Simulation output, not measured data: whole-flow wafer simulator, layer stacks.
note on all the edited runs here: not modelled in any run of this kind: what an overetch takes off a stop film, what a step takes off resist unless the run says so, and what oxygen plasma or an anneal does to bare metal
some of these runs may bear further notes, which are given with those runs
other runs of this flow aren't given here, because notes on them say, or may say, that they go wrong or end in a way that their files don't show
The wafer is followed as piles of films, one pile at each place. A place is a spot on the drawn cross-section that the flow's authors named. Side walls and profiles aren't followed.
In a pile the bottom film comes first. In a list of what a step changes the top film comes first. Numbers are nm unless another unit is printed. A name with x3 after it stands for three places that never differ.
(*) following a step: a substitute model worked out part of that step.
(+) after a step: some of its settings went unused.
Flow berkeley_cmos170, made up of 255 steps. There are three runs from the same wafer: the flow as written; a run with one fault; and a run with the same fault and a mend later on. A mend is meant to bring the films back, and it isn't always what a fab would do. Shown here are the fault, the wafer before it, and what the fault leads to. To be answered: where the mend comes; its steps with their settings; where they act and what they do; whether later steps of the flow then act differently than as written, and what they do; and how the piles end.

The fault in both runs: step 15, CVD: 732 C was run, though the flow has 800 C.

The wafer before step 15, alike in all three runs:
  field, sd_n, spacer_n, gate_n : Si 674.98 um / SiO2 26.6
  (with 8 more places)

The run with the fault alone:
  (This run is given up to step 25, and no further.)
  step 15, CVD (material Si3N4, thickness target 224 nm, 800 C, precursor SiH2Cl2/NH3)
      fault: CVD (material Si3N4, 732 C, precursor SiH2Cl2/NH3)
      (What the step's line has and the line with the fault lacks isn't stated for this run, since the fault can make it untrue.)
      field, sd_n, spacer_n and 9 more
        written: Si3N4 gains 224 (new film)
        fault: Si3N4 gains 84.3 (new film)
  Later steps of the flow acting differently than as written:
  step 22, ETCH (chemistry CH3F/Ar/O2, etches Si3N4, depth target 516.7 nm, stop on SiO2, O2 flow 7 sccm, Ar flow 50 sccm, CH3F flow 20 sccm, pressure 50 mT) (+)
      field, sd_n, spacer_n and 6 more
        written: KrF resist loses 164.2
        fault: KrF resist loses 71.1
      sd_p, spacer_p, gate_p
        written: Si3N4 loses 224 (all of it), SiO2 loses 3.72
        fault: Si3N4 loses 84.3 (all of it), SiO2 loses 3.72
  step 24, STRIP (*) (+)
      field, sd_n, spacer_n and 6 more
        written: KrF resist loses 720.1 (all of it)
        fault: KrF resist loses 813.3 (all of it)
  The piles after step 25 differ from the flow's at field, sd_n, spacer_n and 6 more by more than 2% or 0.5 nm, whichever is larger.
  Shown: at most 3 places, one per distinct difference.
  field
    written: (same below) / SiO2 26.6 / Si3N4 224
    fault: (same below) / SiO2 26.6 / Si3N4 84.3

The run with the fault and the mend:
  After step 21 comes the mend.
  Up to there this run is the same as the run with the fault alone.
  step 21a, STRIP (*) (+)
      field, sd_n, spacer_n and 6 more
        KrF resist loses 884.4 (all of it)
  step 21b, CLEAN (chemistry SPM)
      does not change any film at any place that is followed
  step 21c, CVD (material Si3N4, thickness target 140 nm, 800 C, precursor SiH2Cl2/NH3) (the flow's step 15, run once more with other settings)
      field, sd_n, spacer_n and 9 more
        Si3N4 gains 140
  step 21d, HMDS (the flow's step 16, run once more)
      does not change any film at any place that is followed
  step 21e, COAT (KrF resist, thickness 900 nm) (the flow's step 17, run once more)
      field, sd_n, spacer_n and 9 more
        KrF resist gains 900 (new film)
  step 21f, SOFTBAKE (KrF resist) (the flow's step 18, run once more)
      does not change any film at any place that is followed
  step 21g, EXPOSE (photomask NWELL, dose 25 mJ/cm2, NA 0.5, wavelength 248 nm) (*) (the flow's step 19, run once more)
      does not change any film at any place that is followed
  step 21h, PEB (KrF resist, 130 C) (the flow's step 20, run once more)
      field, sd_n, spacer_n and 9 more
        KrF resist loses 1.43
  step 21i, DEVELOP (KrF resist, thickness 900 nm, developer developer-D-0.26N) (the flow's step 21, run once more)
      field, sd_n, spacer_n and 6 more
        KrF resist loses 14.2
      sd_p, spacer_p, gate_p
        KrF resist loses 898.6 (all of it)
  Later steps of the flow that are run all act as written at every place that is followed, up to a difference of at most 2% or 0.5 nm, whichever is larger.
  The piles end the same as the flow's at every place that both follow.
